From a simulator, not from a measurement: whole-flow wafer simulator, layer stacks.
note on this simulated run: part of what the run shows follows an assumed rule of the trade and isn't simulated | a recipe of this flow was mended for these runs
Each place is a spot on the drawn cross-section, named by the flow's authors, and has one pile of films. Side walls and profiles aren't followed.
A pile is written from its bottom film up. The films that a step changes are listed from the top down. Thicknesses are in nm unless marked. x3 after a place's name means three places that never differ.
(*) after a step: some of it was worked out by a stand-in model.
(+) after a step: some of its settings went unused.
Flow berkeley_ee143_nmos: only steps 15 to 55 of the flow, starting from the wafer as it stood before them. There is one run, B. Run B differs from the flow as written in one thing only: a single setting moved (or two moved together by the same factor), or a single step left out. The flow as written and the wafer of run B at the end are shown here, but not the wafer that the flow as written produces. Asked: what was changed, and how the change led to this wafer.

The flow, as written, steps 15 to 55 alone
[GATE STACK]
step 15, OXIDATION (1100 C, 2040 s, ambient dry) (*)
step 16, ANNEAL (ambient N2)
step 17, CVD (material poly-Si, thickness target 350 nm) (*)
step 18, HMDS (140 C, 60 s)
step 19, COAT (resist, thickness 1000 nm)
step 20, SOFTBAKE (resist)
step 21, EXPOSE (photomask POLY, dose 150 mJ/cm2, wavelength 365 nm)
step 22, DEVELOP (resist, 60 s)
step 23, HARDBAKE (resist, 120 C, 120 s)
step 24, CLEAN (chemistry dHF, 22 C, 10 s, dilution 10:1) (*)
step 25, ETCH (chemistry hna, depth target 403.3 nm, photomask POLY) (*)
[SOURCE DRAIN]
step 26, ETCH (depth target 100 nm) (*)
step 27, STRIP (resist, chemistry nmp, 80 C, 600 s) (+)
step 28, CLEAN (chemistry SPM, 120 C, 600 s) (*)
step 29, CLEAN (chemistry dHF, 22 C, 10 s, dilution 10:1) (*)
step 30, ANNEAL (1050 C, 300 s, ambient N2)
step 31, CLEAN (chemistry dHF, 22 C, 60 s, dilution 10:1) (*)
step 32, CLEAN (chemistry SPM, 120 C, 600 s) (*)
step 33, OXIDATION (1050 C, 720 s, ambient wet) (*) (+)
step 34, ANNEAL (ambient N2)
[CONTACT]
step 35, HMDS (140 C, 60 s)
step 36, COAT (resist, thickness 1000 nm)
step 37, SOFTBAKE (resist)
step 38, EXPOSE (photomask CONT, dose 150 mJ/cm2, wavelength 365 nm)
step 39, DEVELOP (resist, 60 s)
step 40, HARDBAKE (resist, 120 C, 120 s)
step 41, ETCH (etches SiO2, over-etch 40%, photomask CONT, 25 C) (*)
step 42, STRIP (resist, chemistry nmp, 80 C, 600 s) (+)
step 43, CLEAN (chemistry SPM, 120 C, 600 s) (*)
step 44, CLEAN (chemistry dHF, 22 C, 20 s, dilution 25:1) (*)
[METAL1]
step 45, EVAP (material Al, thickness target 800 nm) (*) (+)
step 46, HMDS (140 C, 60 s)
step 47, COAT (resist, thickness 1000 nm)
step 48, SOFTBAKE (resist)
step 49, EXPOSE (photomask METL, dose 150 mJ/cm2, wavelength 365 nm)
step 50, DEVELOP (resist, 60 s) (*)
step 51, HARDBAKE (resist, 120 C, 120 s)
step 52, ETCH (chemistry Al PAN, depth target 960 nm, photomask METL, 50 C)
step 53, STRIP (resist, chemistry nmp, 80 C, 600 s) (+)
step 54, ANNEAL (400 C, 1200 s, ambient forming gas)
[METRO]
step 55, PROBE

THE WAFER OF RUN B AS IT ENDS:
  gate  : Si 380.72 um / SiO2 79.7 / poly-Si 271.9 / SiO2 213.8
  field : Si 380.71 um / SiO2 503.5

The reason: step 17, CVD: thickness target 368 nm was run, though the flow has thickness target 350 nm.

How this came from the change, step by step:
  step 17, CVD (material poly-Si, thickness target 350 nm) (*)
      gate, sd, contact, field: +368 poly-Si (new film) (in the flow as written it would be: +350 poly-Si (new film))
  step 25, ETCH (chemistry hna, depth target 403.3 nm, photomask POLY) (*)
      sd, contact, field: -368 poly-Si (all of it), -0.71 SiO2 (in the flow as written it would be: -350 poly-Si (all of it), -1.07 SiO2)
